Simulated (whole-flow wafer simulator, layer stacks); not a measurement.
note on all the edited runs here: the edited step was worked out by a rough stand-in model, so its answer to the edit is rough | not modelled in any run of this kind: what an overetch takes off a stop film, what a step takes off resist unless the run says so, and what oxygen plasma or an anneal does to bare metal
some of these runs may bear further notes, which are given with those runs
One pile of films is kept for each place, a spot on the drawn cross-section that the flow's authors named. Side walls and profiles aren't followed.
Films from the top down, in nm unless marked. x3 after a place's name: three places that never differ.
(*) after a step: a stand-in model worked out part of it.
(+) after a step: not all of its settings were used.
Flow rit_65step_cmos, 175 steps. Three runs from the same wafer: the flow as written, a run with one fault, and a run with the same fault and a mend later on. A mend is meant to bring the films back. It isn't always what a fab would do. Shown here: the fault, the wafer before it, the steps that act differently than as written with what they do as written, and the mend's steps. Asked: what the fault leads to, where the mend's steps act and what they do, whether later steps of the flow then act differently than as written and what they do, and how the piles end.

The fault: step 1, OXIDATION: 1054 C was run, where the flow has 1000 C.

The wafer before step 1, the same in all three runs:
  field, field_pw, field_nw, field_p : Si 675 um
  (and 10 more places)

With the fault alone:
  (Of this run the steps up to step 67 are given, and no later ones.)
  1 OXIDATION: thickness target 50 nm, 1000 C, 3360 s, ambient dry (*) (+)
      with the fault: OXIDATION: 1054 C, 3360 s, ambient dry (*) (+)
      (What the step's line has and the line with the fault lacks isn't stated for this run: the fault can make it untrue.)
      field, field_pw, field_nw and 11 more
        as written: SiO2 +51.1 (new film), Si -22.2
        with the fault: SiO2 +82.7 (new film), Si -36.1
  Later steps of the flow that act differently than as written (21 more steps differ only slightly, by at most 2% or 0.5 nm, whichever is larger, and aren't shown):
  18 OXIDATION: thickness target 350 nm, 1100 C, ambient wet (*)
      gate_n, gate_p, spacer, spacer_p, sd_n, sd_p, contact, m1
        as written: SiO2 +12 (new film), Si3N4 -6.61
        with the fault: SiO2 +12 (new film), Si3N4 -6.61, SiO2 +0.08
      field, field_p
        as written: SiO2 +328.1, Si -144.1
        with the fault: SiO2 +306.2, Si -134.5
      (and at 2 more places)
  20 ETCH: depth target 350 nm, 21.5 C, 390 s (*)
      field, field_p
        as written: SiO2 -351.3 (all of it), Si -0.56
        with the fault: SiO2 -361 (all of it), Si -0.38
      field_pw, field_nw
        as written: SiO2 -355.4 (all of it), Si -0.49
        with the fault: SiO2 -364.5 (all of it), Si -0.31
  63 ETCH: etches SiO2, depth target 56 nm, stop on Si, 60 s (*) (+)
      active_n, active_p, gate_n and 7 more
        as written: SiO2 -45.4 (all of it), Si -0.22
        with the fault: SiO2 -56
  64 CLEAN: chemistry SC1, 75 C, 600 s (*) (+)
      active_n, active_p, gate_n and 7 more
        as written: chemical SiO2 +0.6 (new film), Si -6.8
        with the fault: SiO2 -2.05
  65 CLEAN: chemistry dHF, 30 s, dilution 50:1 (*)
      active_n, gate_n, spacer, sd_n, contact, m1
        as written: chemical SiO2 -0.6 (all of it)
        with the fault: SiO2 -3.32
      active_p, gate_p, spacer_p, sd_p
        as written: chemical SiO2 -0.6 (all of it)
        with the fault: SiO2 -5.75
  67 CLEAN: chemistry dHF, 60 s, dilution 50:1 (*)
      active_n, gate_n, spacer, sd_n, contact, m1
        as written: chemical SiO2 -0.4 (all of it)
        with the fault: SiO2 -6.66
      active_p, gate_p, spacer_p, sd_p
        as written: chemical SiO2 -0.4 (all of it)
        with the fault: SiO2 -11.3
  After step 67 the piles differ from the flow's by more than 2% or 0.5 nm, whichever is larger, at active_n, active_p, gate_n and 7 more.
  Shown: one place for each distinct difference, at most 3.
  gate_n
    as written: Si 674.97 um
    with the fault: SiO2 9.06 / Si 674.96 um
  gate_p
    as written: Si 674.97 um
    with the fault: SiO2 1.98 / Si 674.96 um
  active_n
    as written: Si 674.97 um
    with the fault: SiO2 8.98 / Si 674.96 um

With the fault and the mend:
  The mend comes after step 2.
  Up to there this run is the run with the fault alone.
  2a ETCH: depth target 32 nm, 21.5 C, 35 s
      field, field_pw, field_nw and 11 more
        SiO2 -32
  No later step of the flow acts differently than as written, at any place that is followed, by more than 2% or 0.5 nm, whichever is larger.
  At the end the piles differ from the flow's only slightly at the places that both follow, by at most 2% or 0.5 nm, whichever is larger.
